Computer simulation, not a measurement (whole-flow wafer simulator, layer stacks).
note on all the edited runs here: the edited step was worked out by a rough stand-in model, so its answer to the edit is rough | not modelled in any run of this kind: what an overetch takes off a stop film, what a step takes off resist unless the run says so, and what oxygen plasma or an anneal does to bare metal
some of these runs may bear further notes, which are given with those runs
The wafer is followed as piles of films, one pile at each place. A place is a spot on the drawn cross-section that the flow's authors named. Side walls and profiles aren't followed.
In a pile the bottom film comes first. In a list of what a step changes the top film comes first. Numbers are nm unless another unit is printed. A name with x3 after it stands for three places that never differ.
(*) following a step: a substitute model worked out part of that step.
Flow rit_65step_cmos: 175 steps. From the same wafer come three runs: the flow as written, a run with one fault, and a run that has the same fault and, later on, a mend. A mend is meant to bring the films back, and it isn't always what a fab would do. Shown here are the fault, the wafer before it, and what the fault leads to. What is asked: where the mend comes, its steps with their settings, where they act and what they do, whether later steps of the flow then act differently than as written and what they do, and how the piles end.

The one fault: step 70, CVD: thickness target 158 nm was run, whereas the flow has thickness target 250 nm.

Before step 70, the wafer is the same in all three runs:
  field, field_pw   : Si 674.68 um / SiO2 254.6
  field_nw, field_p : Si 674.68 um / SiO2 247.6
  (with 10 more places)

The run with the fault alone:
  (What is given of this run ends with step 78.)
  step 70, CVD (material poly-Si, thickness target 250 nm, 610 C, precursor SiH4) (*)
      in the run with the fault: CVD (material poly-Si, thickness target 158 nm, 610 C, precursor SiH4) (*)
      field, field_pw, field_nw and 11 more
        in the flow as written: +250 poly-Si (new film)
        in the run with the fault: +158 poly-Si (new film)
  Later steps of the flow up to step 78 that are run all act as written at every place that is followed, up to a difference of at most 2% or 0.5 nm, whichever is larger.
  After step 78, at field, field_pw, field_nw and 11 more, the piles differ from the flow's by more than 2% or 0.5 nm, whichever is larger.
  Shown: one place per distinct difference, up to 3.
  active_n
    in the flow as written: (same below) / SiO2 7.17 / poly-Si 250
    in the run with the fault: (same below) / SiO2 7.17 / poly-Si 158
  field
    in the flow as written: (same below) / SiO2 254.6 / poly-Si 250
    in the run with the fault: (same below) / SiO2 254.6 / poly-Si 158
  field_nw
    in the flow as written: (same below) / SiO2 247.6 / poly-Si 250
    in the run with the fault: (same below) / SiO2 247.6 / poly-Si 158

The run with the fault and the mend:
  The mend follows step 71.
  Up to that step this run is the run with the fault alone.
  step 71a, ETCH (chemistry tmah, depth target 181.7 nm)
      field, field_pw, field_nw and 11 more
        -158 poly-Si (all of it)
  step 71b, CLEAN (chemistry SC2, 75 C, 600 s) (a further turn of the flow's step 66)
      leaves every film unchanged at each place that is followed
  step 71c, CVD (material poly-Si, thickness target 250 nm, 610 C, precursor SiH4) (*) (a further turn of the flow's step 70)
      field, field_pw, field_nw and 11 more
        +250 poly-Si (new film)
  Later steps of the flow that are run all act as written at every place that is followed.
  The piles end the same as the flow's at every place that both follow.
